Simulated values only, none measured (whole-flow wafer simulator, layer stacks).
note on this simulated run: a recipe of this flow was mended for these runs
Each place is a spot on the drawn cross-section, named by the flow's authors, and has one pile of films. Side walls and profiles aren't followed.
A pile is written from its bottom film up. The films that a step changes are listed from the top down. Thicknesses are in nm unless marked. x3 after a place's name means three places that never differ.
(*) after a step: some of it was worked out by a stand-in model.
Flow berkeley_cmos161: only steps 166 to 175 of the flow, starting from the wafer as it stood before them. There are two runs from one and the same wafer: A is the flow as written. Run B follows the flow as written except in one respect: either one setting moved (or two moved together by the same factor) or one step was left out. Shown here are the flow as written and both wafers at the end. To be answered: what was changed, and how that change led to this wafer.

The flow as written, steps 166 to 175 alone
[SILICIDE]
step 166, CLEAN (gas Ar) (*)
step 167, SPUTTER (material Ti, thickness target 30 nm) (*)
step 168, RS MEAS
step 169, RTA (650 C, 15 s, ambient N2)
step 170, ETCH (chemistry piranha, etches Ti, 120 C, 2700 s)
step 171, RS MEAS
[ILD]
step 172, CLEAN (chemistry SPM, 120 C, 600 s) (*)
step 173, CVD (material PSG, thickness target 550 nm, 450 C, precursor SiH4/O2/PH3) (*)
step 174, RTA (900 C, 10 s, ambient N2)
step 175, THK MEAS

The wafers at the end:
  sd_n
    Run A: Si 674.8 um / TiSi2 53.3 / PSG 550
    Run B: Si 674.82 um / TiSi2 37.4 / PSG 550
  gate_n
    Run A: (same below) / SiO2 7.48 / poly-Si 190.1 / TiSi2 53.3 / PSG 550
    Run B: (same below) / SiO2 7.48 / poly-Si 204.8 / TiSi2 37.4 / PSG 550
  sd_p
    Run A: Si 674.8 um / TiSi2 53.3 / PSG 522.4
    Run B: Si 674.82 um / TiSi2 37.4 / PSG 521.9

Cause: step 167, SPUTTER: thickness target 21 nm was run, whereas the flow has thickness target 30 nm.

Step by step, how the change led to this:
  step 167, SPUTTER (material Ti, thickness target 30 nm) (*)
      field, sd_n, spacer_n, gate_n, sd_p, spacer_p, gate_p, contact x2: A Ti gains 30 (new film) | B Ti gains 21 (new film)
  step 169, RTA (650 C, 15 s, ambient N2)
      sd_n, sd_p, contact x2: A Ti loses 23.4, TiSi first gains 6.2 (new film), TiSi2 C49 gains 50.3 (new film), Si loses 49 | B Ti loses 16.4, TiSi2 C49 gains 41.7 (new film), Si loses 37.2
      gate_n, gate_p: A Ti loses 23.4, TiSi first gains 6.2 (new film), TiSi2 C49 gains 50.3 (new film), poly-Si loses 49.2 | B Ti loses 16.4, TiSi2 C49 gains 41.7 (new film), poly-Si loses 37.3
  step 170, ETCH (chemistry piranha, etches Ti, 120 C, 2700 s)
      sd_n, gate_n, sd_p, gate_p, contact x2: A Ti loses 6.6 (all of it), TiSi first loses 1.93 | B Ti loses 4.62 (all of it), TiSi2 C49 loses 1.93
      field, spacer_n, spacer_p: A Ti loses 30 (all of it) | B Ti loses 21 (all of it)
  step 174, RTA (900 C, 10 s, ambient N2)
      sd_n, sd_p, contact x2: A under 1 film: TiSi2 gains 53.3 (new film), TiSi first loses 4.27 (all of it), TiSi2 C49 loses 50.3 (all of it), Si loses 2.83 | B under 1 film: TiSi2 gains 37.4 (new film), TiSi2 C49 loses 39.7 (all of it)
      gate_n, gate_p: A under 1 film: TiSi2 gains 53.3 (new film), TiSi first loses 4.27 (all of it), TiSi2 C49 loses 50.3 (all of it), poly-Si loses 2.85 | B under 1 film: TiSi2 gains 37.4 (new film), TiSi2 C49 loses 39.7 (all of it)
